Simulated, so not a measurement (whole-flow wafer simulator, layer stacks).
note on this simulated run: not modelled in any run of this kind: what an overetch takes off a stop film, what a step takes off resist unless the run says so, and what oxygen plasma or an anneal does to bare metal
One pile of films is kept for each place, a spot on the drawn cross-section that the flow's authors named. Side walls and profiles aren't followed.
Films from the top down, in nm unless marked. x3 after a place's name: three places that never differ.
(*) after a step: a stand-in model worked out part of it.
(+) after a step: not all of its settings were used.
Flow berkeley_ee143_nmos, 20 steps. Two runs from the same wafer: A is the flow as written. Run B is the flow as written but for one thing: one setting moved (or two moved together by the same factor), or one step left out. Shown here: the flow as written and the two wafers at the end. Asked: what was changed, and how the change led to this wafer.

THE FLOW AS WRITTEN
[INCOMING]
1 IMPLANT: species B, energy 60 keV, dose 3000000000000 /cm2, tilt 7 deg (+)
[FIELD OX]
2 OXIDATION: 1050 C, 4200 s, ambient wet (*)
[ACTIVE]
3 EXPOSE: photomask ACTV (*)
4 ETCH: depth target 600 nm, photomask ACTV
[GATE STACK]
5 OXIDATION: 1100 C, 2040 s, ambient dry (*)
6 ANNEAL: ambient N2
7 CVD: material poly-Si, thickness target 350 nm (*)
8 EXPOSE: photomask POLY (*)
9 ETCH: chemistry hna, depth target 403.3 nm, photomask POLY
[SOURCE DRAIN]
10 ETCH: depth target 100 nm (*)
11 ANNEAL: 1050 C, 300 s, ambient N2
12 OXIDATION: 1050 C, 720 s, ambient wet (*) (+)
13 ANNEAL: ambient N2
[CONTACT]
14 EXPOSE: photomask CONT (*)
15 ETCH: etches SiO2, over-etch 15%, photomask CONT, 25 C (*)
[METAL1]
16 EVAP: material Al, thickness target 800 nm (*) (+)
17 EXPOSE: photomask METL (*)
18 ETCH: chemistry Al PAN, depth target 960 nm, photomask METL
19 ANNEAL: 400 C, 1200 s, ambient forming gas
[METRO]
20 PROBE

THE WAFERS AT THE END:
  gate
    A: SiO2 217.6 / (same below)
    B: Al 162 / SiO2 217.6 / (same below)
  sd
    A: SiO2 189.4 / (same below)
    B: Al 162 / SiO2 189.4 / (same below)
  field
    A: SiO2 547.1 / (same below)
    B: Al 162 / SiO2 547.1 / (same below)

The cause: step 18, ETCH: depth target 638 nm was run, where the flow has depth target 960 nm.

How the change led to this, step by step:
  18 ETCH: chemistry Al PAN, depth target 960 nm, photomask METL
      gate, sd, field: A Al -800 (all of it) | B Al -638
Counting metal films that touch as one body, gate has 1 body; the flow as written gives 0 bodies.
Counting metal films that touch as one body, sd has 1 body; the flow as written gives 0 bodies.
Counting metal films that touch as one body, field has 1 body; the flow as written gives 0 bodies.
